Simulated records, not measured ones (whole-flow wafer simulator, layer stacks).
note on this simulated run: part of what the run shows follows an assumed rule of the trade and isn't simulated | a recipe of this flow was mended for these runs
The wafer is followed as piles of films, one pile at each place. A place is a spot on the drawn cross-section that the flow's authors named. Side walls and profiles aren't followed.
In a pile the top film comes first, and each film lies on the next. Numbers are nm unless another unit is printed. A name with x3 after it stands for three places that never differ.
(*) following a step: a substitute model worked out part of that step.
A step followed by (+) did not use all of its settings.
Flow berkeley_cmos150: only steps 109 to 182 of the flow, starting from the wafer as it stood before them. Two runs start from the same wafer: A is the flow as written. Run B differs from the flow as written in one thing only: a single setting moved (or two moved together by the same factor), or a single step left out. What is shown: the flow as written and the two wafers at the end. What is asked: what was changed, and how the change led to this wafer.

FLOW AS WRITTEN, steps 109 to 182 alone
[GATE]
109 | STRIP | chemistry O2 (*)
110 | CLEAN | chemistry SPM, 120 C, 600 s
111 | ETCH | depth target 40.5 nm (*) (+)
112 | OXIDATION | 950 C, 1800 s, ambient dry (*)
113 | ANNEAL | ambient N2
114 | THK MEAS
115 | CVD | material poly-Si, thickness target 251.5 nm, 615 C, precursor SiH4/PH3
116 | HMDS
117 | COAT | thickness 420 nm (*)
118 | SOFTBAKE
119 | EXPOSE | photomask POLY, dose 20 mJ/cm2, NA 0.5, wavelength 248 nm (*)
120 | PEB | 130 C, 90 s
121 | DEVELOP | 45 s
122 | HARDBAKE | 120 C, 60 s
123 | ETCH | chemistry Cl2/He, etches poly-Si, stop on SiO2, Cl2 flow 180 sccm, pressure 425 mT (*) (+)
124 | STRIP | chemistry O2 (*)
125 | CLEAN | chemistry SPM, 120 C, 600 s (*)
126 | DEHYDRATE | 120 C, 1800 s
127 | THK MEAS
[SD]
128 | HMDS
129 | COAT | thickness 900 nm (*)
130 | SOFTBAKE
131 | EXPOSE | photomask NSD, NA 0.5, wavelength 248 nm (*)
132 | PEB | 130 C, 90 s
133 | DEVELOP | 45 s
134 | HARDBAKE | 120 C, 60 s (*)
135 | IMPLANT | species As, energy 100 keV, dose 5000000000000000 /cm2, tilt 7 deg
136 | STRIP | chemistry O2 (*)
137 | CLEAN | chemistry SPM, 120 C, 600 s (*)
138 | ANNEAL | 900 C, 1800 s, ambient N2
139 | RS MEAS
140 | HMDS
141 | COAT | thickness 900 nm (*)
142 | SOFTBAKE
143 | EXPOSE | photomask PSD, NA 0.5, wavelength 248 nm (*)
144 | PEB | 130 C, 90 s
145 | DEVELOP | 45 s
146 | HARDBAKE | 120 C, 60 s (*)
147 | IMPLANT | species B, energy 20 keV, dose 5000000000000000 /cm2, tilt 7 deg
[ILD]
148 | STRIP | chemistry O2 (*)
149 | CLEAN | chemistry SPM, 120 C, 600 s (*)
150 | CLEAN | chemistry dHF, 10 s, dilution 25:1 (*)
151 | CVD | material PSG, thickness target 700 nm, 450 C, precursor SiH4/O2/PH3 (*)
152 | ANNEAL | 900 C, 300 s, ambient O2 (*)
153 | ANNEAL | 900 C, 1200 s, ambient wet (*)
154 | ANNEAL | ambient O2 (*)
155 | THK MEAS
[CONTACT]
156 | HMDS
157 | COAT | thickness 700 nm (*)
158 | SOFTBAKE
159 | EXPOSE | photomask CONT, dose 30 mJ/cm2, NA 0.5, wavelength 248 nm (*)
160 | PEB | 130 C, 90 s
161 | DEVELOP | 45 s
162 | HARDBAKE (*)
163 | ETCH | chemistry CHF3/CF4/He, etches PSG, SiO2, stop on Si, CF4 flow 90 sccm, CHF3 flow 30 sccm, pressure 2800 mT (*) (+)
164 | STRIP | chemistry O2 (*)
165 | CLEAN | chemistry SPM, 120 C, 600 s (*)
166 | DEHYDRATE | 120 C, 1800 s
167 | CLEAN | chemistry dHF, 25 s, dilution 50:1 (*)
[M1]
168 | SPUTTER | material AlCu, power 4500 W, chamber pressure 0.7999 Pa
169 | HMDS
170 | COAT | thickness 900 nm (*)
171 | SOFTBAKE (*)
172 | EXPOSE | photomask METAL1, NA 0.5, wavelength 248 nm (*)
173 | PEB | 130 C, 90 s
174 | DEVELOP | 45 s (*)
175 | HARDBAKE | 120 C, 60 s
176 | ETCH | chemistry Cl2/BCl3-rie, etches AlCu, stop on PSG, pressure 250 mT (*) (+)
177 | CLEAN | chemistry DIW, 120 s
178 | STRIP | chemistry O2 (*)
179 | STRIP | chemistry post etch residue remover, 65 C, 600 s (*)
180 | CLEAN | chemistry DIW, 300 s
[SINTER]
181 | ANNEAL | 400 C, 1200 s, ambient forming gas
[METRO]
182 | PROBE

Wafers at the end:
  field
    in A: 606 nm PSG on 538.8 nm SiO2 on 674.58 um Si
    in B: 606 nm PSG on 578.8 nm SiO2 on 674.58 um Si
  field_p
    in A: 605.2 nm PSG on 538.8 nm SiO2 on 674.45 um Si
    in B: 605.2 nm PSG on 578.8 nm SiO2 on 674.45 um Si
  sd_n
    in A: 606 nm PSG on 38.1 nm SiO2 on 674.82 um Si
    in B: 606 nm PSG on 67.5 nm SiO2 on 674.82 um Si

Cause: step 111, ETCH: depth target 40.5 nm (*) (+), was omitted.

Step by step, how the change led to this:
  112 | OXIDATION | 950 C, 1800 s, ambient dry (*)
      gate_n, sd_p, gate_p, contact, m1: A +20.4 SiO2 (new film), -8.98 Si | B +11.8 SiO2, -5.19 Si
      sd_n: A +20.4 SiO2 (new film), -8.98 Si | B +9.99 SiO2, -4.39 Si
  117 | COAT | thickness 420 nm (*)
      gate_n: A +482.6 KrF-resist (new film) | B +494.5 KrF-resist (new film)
  122 | HARDBAKE | 120 C, 60 s
      gate_n: A -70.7 KrF-resist | B -72.5 KrF-resist
  124 | STRIP | chemistry O2 (*)
      gate_n: A +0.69 chemical SiO2 (new film), -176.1 KrF-resist (all of it), -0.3 poly-Si | B +0.69 chemical SiO2 (new film), -186.2 KrF-resist (all of it), -0.3 poly-Si
      gate_p: A +0.69 chemical SiO2 (new film), -213.2 KrF-resist (all of it), -0.3 poly-Si | B +0.69 chemical SiO2 (new film), -218.6 KrF-resist (all of it), -0.3 poly-Si
  153 | ANNEAL | 900 C, 1200 s, ambient wet (*)
      sd_n: A -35 PSG, +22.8 SiO2, -10 Si | B -35 PSG, +22.2 SiO2, -9.78 Si
  163 | ETCH | chemistry CHF3/CF4/He, etches PSG, SiO2, stop on Si, CF4 flow 90 sccm, CHF3 flow 30 sccm, pressure 2800 mT (*) (+)
      contact: A -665 PSG (all of it), -38.1 SiO2 (all of it), -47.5 Si | B -665 PSG (all of it), -49.7 SiO2 (all of it), -47.5 Si
  164 | STRIP | chemistry O2 (*)
      field: A -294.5 KrF-resist (all of it) | B -286.8 KrF-resist (all of it)
      field_p: A -397.1 KrF-resist (all of it) | B -388.5 KrF-resist (all of it)
  176 | ETCH | chemistry Cl2/BCl3-rie, etches AlCu, stop on PSG, pressure 250 mT (*) (+)
      gate_p: A -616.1 AlCu (all of it), -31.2 PSG | B -607.6 AlCu (all of it), -32.3 PSG
  178 | STRIP | chemistry O2 (*)
      contact: A -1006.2 thick-KrF-resist (all of it) | B -1027.8 thick-KrF-resist (all of it)
      m1: A -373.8 thick-KrF-resist (all of it) | B -384.6 thick-KrF-resist (all of it)
